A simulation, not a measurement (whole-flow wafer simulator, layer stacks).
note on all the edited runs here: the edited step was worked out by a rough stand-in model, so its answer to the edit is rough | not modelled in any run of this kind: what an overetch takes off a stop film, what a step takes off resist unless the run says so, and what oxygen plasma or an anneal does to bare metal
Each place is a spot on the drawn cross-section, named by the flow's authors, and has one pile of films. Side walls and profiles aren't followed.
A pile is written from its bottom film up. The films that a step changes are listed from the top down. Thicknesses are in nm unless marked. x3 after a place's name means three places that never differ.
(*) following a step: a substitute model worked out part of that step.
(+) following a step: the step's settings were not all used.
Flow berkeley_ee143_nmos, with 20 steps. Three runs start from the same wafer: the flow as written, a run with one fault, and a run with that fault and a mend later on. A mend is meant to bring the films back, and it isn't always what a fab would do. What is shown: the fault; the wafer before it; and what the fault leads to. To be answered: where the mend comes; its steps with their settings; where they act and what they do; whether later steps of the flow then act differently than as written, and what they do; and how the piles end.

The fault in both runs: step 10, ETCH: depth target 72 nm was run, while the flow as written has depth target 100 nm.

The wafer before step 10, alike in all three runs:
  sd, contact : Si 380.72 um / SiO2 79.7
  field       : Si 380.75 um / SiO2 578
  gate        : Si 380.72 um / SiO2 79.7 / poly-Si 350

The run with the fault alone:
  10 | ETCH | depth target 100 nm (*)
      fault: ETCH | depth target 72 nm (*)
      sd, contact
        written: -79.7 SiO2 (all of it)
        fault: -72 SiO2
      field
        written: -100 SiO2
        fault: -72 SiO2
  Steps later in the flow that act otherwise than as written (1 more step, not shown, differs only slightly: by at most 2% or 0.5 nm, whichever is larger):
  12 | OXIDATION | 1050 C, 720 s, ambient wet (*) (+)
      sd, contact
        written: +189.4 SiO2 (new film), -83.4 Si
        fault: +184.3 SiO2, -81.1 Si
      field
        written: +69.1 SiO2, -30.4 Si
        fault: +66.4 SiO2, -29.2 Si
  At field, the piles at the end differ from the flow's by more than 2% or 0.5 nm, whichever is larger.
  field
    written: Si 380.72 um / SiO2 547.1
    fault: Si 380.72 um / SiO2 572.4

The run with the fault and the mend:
  The mend stands after step 10.
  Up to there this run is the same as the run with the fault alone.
  10a | ETCH | depth target 28 nm (*) (the flow's step 10, run once more with other settings)
      sd, contact
        -7.69 SiO2 (all of it)
      field
        -28 SiO2
  Every later step of the flow that is run acts as written at every place that is followed.
  At every place that both follow, the piles at the end match the flow's.
